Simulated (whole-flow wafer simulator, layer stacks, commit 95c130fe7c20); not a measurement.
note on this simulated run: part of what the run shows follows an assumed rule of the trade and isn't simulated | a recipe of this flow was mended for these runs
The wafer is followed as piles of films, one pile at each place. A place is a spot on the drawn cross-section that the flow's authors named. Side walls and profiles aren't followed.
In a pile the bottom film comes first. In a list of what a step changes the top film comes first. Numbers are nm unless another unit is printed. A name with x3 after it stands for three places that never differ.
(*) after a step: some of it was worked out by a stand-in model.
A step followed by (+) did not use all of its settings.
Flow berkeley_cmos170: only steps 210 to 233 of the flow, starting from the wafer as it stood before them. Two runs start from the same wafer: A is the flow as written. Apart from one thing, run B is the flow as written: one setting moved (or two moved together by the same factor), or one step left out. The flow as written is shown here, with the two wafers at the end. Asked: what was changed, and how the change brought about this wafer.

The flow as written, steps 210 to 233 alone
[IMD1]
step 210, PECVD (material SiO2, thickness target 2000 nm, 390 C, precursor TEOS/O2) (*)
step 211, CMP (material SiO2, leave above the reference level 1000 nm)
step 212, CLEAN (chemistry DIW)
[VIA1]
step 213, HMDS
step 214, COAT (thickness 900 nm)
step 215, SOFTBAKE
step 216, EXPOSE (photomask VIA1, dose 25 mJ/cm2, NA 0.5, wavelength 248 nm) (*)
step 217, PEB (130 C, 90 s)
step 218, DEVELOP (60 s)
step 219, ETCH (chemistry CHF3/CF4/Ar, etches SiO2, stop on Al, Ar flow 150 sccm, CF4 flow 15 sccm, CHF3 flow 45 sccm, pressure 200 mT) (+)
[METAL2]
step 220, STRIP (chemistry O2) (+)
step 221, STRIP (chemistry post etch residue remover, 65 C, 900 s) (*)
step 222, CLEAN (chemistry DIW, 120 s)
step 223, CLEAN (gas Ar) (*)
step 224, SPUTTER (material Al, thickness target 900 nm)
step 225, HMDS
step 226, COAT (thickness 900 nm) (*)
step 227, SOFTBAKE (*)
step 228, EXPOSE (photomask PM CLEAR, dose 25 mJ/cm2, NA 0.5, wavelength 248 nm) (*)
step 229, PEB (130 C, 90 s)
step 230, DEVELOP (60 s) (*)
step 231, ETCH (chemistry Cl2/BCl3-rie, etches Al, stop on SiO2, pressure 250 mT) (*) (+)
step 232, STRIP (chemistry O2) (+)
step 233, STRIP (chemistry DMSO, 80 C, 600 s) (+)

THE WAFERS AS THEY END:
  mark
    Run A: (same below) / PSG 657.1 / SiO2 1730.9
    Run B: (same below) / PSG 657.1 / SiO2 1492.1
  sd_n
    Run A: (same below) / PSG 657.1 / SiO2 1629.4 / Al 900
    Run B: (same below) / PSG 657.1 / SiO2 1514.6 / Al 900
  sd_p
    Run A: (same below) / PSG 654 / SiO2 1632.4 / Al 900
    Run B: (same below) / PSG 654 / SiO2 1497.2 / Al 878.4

Cause: step 210, PECVD: thickness target 1520 nm was run, whereas the flow has thickness target 2000 nm.

The path from the change to this, step by step:
  step 210, PECVD (material SiO2, thickness target 2000 nm, 390 C, precursor TEOS/O2) (*)
      field, mark, sd_n and 8 more: A +2000 SiO2 (new film) | B +1520 SiO2 (new film)
      sd_p: A +1975.9 SiO2 (new film) | B +1502.5 SiO2 (new film)
      (and at 1 other place as well)
  step 211, CMP (material SiO2, leave above the reference level 1000 nm)
      mark: A -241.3 SiO2 | B nothing
      sd_n: A -365.3 SiO2 | B nothing
      (and at 11 other places as well)
  step 214, COAT (thickness 900 nm)
      sd_n: A +900 KrF-resist (new film) | B +988.7 KrF-resist (new film)
      spacer_n: A +900 KrF-resist (new film) | B +877.7 KrF-resist (new film)
      (and at 5 other places as well)
  step 217, PEB (130 C, 90 s)
      contact: A -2 KrF-resist | B -3.2 KrF-resist
  step 220, STRIP (chemistry O2) (+)
      field: A -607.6 KrF-resist (all of it) | B -593.7 KrF-resist (all of it)
      sd_n: A -607.6 KrF-resist (all of it) | B -696.1 KrF-resist (all of it)
      (and at 6 other places as well)
  step 224, SPUTTER (material Al, thickness target 900 nm)
      sd_p: A +900 Al (new film) | B +878.4 Al (new film)
      contact: A +900 Al (new film) | B +770.7 Al (new film)
  step 226, COAT (thickness 900 nm) (*)
      sd_n: A +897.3 KrF-resist (new film) | B +985.1 KrF-resist (new film)
      spacer_n: A +899.9 KrF-resist (new film) | B +874.4 KrF-resist (new film)
      (and at 5 other places as well)
  step 229, PEB (130 C, 90 s)
      contact: A -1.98 KrF-resist | B -3.53 KrF-resist
  step 232, STRIP (chemistry O2) (+)
      field: A -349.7 KrF-resist (all of it) | B -334.1 KrF-resist (all of it)
      sd_n: A -347 KrF-resist (all of it) | B -434.6 KrF-resist (all of it)
      (and at 6 other places as well)
